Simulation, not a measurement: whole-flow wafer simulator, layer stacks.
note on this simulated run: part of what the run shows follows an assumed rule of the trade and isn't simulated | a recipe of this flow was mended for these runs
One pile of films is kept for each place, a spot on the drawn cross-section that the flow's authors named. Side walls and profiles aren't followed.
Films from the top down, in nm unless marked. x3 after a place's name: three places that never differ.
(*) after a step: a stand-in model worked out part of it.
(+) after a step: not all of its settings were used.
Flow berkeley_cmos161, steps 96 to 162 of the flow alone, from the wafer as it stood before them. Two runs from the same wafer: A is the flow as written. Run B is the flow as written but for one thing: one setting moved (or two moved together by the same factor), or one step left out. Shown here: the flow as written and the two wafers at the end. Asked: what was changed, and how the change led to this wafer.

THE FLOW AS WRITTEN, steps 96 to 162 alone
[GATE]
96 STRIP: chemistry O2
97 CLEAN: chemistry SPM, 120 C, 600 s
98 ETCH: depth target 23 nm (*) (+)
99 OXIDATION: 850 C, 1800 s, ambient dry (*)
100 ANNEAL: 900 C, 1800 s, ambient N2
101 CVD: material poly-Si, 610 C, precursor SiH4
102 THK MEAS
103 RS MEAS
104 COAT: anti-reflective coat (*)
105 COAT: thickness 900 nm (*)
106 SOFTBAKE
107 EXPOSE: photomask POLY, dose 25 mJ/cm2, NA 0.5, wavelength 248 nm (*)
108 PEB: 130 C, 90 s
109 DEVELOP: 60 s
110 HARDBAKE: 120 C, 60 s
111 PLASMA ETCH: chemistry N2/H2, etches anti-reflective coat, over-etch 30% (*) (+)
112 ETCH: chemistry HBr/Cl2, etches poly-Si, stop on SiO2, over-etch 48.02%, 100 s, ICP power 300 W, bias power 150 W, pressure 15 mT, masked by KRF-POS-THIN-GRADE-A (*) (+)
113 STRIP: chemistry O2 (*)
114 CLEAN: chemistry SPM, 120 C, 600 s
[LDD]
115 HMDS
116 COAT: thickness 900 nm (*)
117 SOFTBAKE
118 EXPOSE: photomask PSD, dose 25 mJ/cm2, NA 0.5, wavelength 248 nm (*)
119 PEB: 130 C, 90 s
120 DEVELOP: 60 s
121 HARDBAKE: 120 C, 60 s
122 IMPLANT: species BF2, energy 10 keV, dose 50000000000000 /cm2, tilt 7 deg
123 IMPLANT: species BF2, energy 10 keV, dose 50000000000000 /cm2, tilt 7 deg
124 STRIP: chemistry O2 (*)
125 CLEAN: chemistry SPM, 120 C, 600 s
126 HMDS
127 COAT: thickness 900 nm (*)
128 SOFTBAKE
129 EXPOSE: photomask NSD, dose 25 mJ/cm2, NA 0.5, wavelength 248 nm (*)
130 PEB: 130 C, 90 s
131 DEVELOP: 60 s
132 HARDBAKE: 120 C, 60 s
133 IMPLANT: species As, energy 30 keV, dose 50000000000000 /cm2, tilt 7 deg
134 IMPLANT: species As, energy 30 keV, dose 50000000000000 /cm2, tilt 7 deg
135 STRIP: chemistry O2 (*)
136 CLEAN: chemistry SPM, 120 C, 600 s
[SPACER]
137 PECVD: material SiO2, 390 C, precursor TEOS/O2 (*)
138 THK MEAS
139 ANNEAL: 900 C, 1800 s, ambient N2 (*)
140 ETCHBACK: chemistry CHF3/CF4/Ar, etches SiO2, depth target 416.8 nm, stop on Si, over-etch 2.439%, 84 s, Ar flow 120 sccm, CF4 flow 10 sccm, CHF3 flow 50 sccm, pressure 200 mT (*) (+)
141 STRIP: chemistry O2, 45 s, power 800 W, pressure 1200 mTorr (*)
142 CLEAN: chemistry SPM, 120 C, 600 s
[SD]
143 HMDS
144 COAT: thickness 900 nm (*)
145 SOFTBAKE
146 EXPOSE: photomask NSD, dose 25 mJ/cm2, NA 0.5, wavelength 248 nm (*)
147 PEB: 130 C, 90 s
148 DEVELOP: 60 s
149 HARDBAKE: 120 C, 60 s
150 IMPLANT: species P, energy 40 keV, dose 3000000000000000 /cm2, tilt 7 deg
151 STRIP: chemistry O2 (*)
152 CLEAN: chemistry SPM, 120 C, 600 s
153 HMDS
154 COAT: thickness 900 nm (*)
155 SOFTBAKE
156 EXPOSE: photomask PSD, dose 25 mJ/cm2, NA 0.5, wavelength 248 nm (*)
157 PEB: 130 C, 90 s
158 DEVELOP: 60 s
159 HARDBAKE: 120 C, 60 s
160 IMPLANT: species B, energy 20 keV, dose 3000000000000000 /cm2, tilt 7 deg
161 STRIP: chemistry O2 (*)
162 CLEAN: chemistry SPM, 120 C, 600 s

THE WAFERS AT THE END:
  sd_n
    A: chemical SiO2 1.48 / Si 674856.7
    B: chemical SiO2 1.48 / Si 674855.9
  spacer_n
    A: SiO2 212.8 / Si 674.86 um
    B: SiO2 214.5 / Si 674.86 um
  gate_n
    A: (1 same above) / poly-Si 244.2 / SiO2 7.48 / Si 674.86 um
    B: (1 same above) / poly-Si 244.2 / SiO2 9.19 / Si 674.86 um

The cause: step 99, OXIDATION: 2520 s was run, where the flow has 1800 s.

How the change led to this, step by step:
  99 OXIDATION: 850 C, 1800 s, ambient dry (*)
      sd_n, spacer_n, gate_n, sd_p, spacer_p, gate_p, contact, m1: A SiO2 +7.48 (new film), Si -3.29 | B SiO2 +9.19 (new film), Si -4.04
